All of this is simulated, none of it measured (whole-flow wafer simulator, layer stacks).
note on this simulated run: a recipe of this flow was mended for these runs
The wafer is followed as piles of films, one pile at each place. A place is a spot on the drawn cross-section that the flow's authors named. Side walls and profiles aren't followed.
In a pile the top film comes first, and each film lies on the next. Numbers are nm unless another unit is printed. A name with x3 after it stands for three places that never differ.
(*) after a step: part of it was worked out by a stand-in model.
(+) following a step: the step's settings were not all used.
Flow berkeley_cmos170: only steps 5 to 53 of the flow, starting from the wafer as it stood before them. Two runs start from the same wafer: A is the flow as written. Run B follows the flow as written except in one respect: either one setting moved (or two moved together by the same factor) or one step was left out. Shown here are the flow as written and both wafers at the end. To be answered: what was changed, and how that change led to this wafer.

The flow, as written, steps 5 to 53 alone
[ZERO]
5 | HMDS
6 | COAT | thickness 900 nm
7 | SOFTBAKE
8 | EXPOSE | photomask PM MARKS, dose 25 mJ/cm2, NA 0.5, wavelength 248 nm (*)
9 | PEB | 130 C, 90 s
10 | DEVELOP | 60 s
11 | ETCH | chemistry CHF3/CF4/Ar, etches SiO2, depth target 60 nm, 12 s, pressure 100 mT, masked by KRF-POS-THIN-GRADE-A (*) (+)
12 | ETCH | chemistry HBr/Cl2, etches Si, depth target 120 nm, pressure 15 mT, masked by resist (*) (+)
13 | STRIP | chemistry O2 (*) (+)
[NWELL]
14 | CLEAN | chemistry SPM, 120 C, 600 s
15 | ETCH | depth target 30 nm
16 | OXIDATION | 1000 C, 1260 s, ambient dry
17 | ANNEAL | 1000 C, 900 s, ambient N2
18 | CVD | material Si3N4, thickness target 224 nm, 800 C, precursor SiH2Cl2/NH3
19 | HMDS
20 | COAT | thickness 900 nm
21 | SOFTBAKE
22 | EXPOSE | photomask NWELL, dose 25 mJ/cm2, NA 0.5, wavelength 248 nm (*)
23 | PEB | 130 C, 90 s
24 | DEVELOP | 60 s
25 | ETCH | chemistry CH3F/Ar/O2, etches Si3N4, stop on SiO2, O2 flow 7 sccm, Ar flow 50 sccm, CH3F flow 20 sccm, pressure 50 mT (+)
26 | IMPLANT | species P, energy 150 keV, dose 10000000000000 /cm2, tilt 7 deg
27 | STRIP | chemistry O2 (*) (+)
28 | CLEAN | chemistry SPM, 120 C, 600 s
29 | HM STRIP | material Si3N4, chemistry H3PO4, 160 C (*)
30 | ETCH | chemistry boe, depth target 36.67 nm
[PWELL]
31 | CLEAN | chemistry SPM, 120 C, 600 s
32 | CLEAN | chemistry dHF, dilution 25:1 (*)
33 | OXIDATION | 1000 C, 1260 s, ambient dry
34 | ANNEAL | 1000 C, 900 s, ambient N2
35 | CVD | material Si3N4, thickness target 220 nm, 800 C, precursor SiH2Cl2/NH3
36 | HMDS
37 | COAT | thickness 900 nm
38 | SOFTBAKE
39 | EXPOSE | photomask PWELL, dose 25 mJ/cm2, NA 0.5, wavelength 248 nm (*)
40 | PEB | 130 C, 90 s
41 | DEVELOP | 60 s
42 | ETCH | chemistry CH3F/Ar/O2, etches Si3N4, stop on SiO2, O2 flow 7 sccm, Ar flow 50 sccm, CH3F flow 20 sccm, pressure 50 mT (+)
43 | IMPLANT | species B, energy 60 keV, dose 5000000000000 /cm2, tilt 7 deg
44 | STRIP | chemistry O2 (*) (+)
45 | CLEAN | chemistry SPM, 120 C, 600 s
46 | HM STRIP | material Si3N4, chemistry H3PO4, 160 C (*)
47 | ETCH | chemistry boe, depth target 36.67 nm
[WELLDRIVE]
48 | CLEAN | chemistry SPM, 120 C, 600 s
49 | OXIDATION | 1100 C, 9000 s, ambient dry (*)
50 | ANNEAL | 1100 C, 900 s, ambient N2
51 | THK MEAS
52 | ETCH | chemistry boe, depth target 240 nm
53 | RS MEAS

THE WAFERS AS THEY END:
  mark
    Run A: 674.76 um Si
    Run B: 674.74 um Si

Cause: step 12, ETCH: depth target 139 nm was run, though the flow has depth target 120 nm.

How this came from the change, step by step:
  12 | ETCH | chemistry HBr/Cl2, etches Si, depth target 120 nm, pressure 15 mT, masked by resist (*) (+)
      field x9, sd_p x3: A -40 KrF-resist | B -46.3 KrF-resist
      mark: A -120 Si | B -139 Si
